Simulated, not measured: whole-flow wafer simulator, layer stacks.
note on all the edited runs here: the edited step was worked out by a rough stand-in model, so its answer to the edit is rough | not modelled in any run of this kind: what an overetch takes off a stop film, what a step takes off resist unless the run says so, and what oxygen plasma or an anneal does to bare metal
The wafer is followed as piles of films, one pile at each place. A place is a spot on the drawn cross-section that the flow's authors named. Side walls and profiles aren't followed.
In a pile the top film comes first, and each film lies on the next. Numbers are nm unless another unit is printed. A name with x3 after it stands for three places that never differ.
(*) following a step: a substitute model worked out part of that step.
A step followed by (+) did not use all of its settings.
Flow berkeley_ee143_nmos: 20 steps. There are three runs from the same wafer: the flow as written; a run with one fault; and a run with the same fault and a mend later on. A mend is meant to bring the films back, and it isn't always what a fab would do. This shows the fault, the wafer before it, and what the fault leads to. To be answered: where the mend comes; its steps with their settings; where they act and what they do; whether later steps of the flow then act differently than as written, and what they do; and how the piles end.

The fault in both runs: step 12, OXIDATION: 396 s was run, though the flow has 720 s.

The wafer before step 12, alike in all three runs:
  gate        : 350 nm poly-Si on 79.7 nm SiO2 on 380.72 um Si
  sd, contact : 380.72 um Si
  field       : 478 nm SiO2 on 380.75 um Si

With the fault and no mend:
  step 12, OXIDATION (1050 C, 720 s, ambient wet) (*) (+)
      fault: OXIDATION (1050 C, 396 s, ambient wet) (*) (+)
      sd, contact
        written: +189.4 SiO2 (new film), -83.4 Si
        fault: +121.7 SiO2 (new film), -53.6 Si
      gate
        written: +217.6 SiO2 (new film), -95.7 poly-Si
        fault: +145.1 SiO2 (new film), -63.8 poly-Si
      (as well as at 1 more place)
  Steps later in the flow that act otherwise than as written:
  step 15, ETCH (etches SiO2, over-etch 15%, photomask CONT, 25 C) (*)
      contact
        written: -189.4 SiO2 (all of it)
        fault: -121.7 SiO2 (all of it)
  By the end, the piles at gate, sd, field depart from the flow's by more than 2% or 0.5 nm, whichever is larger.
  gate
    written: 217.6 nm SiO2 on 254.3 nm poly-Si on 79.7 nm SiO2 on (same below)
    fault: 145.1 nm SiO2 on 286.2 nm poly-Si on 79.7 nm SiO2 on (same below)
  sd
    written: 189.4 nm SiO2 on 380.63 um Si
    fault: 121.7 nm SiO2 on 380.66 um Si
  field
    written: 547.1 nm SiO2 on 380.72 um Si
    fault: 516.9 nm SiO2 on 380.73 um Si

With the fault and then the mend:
  After step 12 comes the mend.
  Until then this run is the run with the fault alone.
  step 12a, OXIDATION (1050 C, 324 s, ambient wet) (*) (+) (the flow's step 12, run once more with other settings)
      sd, contact
        +67.7 SiO2, -29.8 Si
      gate
        +72.5 SiO2, -31.9 poly-Si
      field
        +30.2 SiO2, -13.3 Si
  Later steps of the flow that are run all act as written at every place that is followed.
  At every place that both follow, the piles at the end match the flow's.
